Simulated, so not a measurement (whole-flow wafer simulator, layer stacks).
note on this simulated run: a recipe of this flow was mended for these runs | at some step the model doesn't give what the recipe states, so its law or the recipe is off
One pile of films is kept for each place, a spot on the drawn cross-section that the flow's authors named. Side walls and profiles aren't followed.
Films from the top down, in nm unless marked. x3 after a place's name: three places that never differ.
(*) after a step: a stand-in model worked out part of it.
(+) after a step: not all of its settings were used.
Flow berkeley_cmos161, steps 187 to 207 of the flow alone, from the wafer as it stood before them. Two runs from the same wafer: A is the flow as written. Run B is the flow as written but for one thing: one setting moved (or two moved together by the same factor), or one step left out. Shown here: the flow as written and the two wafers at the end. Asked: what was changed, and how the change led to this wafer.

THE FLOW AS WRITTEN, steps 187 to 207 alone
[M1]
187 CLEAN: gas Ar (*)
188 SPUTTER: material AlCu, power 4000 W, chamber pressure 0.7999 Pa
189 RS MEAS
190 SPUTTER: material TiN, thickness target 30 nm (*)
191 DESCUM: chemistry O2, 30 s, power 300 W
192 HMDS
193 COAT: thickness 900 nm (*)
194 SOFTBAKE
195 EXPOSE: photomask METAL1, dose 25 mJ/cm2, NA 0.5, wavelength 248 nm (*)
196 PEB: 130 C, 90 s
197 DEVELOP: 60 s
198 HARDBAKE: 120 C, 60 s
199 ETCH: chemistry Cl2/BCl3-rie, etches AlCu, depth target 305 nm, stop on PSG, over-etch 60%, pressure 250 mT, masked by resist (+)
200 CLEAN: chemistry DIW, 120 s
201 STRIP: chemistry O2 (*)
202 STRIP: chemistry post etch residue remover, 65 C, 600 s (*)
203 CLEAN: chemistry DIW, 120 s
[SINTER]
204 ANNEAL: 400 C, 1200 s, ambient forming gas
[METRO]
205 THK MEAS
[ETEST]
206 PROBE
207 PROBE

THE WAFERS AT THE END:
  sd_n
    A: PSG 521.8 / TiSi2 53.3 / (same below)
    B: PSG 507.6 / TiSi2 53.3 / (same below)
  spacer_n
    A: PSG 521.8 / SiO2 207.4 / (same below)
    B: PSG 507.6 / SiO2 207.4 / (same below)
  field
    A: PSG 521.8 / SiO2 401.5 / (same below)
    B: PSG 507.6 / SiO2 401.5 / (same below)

The cause: step 199, ETCH: depth target 376 nm was run, where the flow has depth target 305 nm.

How the change led to this, step by step:
  199 ETCH: chemistry Cl2/BCl3-rie, etches AlCu, depth target 305 nm, stop on PSG, over-etch 60%, pressure 250 mT, masked by resist (+)
      field, sd_n, spacer_n, gate_n, spacer_p, gate_p: A TiN -30 (all of it), AlCu -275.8 (all of it), PSG -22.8 | B TiN -30 (all of it), AlCu -275.8 (all of it), PSG -37
      contact, m1: A KrF-resist -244 | B KrF-resist -300.8
      (and at 1 more place)
  201 STRIP: chemistry O2 (*)
      contact: A KrF-resist -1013 (all of it) | B KrF-resist -956.2 (all of it)
      m1: A KrF-resist -537.5 (all of it) | B KrF-resist -480.7 (all of it)
